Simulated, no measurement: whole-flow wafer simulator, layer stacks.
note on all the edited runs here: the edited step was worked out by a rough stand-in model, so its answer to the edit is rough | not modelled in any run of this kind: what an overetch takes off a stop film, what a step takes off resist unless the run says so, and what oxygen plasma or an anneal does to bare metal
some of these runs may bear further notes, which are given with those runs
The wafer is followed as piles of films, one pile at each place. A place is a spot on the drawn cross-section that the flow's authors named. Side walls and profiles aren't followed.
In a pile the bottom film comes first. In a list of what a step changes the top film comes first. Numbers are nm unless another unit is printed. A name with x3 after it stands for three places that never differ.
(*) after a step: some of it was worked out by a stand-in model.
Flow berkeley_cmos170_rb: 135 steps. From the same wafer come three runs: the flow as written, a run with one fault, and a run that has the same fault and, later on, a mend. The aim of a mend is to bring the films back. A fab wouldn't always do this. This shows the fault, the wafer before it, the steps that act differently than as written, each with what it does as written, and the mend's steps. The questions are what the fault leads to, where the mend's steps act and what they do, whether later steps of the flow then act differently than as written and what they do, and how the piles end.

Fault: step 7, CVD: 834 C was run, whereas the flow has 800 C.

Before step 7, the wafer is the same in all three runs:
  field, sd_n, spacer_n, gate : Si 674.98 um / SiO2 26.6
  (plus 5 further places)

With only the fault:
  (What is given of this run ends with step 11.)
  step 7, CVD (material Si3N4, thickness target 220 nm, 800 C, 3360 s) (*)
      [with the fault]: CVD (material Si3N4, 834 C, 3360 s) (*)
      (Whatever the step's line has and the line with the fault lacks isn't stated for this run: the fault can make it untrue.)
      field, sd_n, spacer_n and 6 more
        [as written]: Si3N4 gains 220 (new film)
        [with the fault]: Si3N4 gains 324.9 (new film)
  Every later step of the flow up to step 11 that is run acts as written at every place that is followed.
  Once step 11 is done, the piles at field, sd_n, spacer_n and 6 more depart from the flow's by more than 2% or 0.5 nm, whichever is larger.
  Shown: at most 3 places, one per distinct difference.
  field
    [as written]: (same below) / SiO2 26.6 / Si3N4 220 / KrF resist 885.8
    [with the fault]: (same below) / SiO2 26.6 / Si3N4 324.9 / KrF resist 885.8
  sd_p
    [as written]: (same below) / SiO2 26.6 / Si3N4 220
    [with the fault]: (same below) / SiO2 26.6 / Si3N4 324.9

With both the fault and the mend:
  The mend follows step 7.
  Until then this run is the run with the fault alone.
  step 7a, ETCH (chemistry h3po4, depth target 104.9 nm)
      field, sd_n, spacer_n and 6 more
        Si3N4 loses 104.9
  Every later step of the flow that is run acts as written at every place that is followed.
  By the end, the piles equal the flow's at every place that both follow.
